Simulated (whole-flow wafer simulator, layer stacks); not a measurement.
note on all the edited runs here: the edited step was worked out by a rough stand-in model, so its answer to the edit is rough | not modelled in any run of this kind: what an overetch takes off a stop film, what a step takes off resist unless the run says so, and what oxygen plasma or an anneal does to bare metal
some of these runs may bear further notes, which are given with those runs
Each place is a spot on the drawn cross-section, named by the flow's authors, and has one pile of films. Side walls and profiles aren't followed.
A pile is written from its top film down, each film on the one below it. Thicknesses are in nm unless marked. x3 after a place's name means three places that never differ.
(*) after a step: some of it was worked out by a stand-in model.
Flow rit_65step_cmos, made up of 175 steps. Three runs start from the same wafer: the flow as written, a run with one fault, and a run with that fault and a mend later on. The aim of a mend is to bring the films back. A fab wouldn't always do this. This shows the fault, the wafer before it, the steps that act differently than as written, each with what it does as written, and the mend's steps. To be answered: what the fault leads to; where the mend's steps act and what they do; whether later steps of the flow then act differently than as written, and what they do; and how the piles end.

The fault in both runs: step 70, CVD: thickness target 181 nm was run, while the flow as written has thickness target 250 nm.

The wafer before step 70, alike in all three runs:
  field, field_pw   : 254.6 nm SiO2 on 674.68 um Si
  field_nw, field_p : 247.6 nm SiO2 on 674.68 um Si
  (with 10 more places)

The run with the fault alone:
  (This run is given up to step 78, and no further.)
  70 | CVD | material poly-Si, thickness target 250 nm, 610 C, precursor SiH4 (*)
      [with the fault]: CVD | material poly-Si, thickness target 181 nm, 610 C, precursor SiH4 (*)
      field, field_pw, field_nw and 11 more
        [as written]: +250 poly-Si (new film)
        [with the fault]: +181 poly-Si (new film)
  Later steps of the flow up to step 78 that are run all act as written at every place that is followed, up to a difference of at most 2% or 0.5 nm, whichever is larger.
  The piles after step 78 differ from the flow's at field, field_pw, field_nw and 11 more by more than 2% or 0.5 nm, whichever is larger.
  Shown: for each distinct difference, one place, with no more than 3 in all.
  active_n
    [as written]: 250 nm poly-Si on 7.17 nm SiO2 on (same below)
    [with the fault]: 181 nm poly-Si on 7.17 nm SiO2 on (same below)
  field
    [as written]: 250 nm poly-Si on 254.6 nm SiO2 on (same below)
    [with the fault]: 181 nm poly-Si on 254.6 nm SiO2 on (same below)
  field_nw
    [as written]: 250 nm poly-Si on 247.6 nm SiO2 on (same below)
    [with the fault]: 181 nm poly-Si on 247.6 nm SiO2 on (same below)

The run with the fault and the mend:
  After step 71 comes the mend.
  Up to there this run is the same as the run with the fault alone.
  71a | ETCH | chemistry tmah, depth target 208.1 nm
      field, field_pw, field_nw and 11 more
        -181 poly-Si (all of it)
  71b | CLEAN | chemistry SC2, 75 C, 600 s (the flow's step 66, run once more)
      does not change any film at any place that is followed
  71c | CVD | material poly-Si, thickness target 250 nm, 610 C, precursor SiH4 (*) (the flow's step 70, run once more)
      field, field_pw, field_nw and 11 more
        +250 poly-Si (new film)
  Later steps of the flow that are run all act as written at every place that is followed.
  The piles end the same as the flow's at every place that both follow.
